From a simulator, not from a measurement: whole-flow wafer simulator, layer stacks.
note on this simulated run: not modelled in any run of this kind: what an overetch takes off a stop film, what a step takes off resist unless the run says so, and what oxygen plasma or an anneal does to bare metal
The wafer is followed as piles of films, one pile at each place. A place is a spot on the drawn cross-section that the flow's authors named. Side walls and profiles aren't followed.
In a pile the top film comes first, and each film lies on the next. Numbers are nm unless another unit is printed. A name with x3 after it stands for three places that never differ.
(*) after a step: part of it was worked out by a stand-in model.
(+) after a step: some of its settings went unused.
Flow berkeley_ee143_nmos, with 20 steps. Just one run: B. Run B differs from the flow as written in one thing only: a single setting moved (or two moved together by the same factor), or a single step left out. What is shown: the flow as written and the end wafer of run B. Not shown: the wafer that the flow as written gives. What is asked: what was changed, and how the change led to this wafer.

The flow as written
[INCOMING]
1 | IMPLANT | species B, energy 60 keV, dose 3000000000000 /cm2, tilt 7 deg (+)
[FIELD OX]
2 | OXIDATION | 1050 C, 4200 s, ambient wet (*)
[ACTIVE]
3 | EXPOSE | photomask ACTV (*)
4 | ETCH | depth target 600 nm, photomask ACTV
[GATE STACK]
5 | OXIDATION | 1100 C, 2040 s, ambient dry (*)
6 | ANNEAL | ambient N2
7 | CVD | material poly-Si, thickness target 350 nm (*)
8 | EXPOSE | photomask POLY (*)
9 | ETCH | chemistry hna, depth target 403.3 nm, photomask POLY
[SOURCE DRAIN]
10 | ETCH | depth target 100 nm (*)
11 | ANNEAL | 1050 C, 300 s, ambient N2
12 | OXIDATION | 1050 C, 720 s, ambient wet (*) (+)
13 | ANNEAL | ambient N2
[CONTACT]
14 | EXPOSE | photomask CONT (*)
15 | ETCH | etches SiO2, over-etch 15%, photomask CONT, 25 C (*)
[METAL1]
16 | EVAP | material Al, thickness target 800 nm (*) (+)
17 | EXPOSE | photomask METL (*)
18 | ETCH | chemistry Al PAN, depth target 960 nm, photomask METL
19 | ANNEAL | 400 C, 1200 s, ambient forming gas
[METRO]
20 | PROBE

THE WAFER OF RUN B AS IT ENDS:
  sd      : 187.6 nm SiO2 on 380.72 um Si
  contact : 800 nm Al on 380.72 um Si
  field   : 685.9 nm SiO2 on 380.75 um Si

Cause: step 9, ETCH: depth target 302.5 nm was run, whereas the flow has depth target 403.3 nm.

Step by step, how the change led to this:
  9 | ETCH | chemistry hna, depth target 403.3 nm, photomask POLY
      sd, contact, field: poly-Si loses 302.5 (in the flow as written it would be: poly-Si loses 350 (all of it))
  10 | ETCH | depth target 100 nm (*)
      sd, contact: nothing (in the flow as written it would be: SiO2 loses 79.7 (all of it))
      field: nothing (in the flow as written it would be: SiO2 loses 100)
  12 | OXIDATION | 1050 C, 720 s, ambient wet (*) (+)
      sd, contact: poly-Si loses 47.5 (all of it), SiO2 gains 108 (in the flow as written it would be: SiO2 gains 189.4 (new film), Si loses 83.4)
      field: poly-Si loses 47.5 (all of it), SiO2 gains 108 (in the flow as written it would be: SiO2 gains 69.1, Si loses 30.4)
